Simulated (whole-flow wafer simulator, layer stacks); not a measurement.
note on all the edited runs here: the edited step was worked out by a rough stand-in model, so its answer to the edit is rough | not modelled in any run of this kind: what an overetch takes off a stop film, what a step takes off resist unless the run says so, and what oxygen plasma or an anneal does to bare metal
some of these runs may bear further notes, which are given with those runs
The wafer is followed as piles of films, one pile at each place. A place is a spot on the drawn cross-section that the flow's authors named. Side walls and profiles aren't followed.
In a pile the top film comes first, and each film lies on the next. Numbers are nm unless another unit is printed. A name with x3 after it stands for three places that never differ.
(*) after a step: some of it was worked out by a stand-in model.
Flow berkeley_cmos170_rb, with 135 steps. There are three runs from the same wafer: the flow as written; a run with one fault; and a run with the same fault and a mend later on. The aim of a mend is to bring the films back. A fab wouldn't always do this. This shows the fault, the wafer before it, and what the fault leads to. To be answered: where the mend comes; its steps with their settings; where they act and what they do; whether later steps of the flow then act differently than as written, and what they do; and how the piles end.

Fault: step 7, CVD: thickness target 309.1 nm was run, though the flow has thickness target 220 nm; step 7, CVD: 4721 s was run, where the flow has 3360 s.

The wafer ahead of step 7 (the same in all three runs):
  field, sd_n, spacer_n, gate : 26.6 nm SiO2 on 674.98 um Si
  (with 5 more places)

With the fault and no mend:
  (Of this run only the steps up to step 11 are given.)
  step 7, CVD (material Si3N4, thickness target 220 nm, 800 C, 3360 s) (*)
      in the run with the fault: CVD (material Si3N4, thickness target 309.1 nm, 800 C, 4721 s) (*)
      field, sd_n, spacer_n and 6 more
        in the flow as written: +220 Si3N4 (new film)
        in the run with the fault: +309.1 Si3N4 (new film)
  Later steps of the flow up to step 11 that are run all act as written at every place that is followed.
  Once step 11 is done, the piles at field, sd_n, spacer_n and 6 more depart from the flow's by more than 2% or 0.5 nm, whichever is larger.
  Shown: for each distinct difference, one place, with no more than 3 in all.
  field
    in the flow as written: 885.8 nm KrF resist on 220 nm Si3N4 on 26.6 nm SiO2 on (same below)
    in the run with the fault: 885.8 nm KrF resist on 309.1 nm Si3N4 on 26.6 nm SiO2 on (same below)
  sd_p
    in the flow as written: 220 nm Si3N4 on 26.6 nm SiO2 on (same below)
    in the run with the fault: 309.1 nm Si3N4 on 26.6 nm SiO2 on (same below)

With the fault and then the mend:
  The mend follows step 7.
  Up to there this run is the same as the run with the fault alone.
  step 7a, ETCH (chemistry h3po4, depth target 354.9 nm)
      field, sd_n, spacer_n and 6 more
        -309.1 Si3N4 (all of it)
  step 7b, CLEAN (*) (a further turn of the flow's step 1)
      leaves every film unchanged at each place that is followed
  step 7c, CVD (material Si3N4, thickness target 220 nm, 800 C, 3360 s) (*) (a further turn of the flow's step 7)
      field, sd_n, spacer_n and 6 more
        +220 Si3N4 (new film)
  Later steps of the flow that are run all act as written at every place that is followed.
  At every place that both follow, the piles at the end match the flow's.
